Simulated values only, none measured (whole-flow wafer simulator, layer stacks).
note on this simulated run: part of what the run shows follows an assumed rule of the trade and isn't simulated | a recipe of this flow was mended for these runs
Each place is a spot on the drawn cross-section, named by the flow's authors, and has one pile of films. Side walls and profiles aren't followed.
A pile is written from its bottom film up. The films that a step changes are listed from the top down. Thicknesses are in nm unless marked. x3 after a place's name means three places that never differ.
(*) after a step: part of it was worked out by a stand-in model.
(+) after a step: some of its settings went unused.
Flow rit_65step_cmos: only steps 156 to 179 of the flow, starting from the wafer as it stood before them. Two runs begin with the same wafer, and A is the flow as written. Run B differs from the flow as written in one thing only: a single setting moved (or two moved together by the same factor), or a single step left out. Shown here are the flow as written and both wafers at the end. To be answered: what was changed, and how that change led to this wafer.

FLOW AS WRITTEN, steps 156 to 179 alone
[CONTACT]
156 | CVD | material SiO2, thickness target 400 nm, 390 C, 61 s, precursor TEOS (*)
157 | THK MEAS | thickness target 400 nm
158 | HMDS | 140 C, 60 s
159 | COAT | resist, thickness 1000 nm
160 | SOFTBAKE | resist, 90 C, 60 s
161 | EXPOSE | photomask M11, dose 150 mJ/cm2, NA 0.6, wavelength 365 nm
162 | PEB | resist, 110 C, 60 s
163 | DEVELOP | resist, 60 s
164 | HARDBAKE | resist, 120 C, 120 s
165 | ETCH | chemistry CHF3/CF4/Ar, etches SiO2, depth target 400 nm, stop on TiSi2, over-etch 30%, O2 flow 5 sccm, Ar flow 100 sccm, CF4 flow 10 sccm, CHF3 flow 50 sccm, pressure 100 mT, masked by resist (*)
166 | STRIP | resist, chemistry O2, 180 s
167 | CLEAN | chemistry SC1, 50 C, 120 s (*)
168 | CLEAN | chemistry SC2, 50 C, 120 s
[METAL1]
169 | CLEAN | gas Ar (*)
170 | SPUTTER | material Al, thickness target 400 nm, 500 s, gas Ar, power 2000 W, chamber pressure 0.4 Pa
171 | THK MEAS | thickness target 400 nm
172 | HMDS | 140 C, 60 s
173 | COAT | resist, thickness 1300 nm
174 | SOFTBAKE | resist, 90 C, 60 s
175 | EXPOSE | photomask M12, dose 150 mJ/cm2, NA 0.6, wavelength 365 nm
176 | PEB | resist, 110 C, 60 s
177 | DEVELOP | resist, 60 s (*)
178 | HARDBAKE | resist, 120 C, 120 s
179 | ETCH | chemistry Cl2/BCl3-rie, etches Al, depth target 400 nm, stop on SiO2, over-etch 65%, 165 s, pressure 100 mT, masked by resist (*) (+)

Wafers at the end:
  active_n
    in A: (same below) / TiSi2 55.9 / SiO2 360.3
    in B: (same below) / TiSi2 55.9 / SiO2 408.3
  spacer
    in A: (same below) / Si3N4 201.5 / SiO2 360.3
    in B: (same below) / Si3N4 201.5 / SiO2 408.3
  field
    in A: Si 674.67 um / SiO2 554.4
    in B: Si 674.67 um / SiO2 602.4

Cause: step 156, CVD: thickness target 448 nm was run, though the flow has thickness target 400 nm; step 156, CVD: 68 s was run, where the flow has 61 s.

Step by step, how the change led to this:
  156 | CVD | material SiO2, thickness target 400 nm, 390 C, 61 s, precursor TEOS (*)
      active_n, active_p, gate_n and 7 more: A SiO2 gains 400 (new film) | B SiO2 gains 448 (new film)
      field, field_pw, field_nw, field_p: A SiO2 gains 400 | B SiO2 gains 448
  165 | ETCH | chemistry CHF3/CF4/Ar, etches SiO2, depth target 400 nm, stop on TiSi2, over-etch 30%, O2 flow 5 sccm, Ar flow 100 sccm, CF4 flow 10 sccm, CHF3 flow 50 sccm, pressure 100 mT, masked by resist (*)
      contact: A SiO2 loses 400 (all of it), TiSi2 loses 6 | B SiO2 loses 448 (all of it), TiSi2 loses 3.6
  170 | SPUTTER | material Al, thickness target 400 nm, 500 s, gas Ar, power 2000 W, chamber pressure 0.4 Pa
      contact: A Al gains 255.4 (new film) | B Al gains 242.3 (new film)
  173 | COAT | resist, thickness 1300 nm
      contact: A resist gains 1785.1 (new film) | B resist gains 1836.1 (new film)
  176 | PEB | resist, 110 C, 60 s
      contact: A resist loses 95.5 | B resist loses 98.4
  178 | HARDBAKE | resist, 120 C, 120 s
      contact: A resist loses 62.1 | B resist loses 64.1
